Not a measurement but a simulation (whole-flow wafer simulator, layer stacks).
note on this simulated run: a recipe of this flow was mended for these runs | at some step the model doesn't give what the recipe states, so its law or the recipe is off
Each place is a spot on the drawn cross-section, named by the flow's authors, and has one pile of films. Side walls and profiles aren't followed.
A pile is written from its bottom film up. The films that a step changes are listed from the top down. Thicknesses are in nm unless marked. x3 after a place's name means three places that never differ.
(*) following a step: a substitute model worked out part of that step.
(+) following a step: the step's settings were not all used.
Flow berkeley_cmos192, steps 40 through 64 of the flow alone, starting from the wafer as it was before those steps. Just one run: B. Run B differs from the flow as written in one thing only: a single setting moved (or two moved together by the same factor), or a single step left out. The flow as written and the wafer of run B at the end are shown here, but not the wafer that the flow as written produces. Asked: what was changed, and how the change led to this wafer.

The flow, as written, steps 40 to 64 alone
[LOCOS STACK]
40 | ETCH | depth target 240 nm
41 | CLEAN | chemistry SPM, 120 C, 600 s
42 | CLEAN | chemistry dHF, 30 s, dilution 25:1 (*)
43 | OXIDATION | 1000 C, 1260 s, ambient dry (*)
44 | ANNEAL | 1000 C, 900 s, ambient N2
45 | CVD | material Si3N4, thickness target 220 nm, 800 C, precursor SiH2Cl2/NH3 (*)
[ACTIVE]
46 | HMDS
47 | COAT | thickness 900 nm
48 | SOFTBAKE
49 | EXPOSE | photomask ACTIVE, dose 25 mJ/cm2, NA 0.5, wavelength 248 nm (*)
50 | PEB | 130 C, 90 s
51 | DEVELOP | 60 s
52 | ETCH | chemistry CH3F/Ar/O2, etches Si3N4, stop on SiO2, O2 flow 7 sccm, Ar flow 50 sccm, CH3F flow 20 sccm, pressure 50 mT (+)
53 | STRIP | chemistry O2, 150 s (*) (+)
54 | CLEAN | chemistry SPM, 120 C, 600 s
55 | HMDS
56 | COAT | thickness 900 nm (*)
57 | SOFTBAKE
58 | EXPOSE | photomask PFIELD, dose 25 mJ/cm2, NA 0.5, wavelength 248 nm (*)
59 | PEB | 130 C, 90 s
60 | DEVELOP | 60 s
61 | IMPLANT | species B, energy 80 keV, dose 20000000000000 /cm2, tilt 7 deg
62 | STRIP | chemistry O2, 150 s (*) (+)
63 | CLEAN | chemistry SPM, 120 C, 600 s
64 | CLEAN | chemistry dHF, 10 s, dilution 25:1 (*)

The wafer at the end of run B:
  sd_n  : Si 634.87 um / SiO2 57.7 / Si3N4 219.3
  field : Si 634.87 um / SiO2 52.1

What caused this: step 40, ETCH: depth target 151 nm was run, though the flow has depth target 240 nm.

The path from the change to this, step by step:
  40 | ETCH | depth target 240 nm
      field, sd_n, spacer_n and 6 more: -151 SiO2 (as written it would have been: -197.6 SiO2 (all of it))
  41 | CLEAN | chemistry SPM, 120 C, 600 s
      field, sd_n, spacer_n and 6 more: nothing (as written it would have been: +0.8 chemical SiO2 (new film), -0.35 Si)
  42 | CLEAN | chemistry dHF, 30 s, dilution 25:1 (*)
      field, sd_n, spacer_n and 6 more: -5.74 SiO2 (as written it would have been: -0.8 chemical SiO2 (all of it))
  43 | OXIDATION | 1000 C, 1260 s, ambient dry (*)
      field, sd_n, spacer_n and 6 more: +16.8 SiO2, -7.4 Si (as written it would have been: +26.6 SiO2 (new film), -11.7 Si)
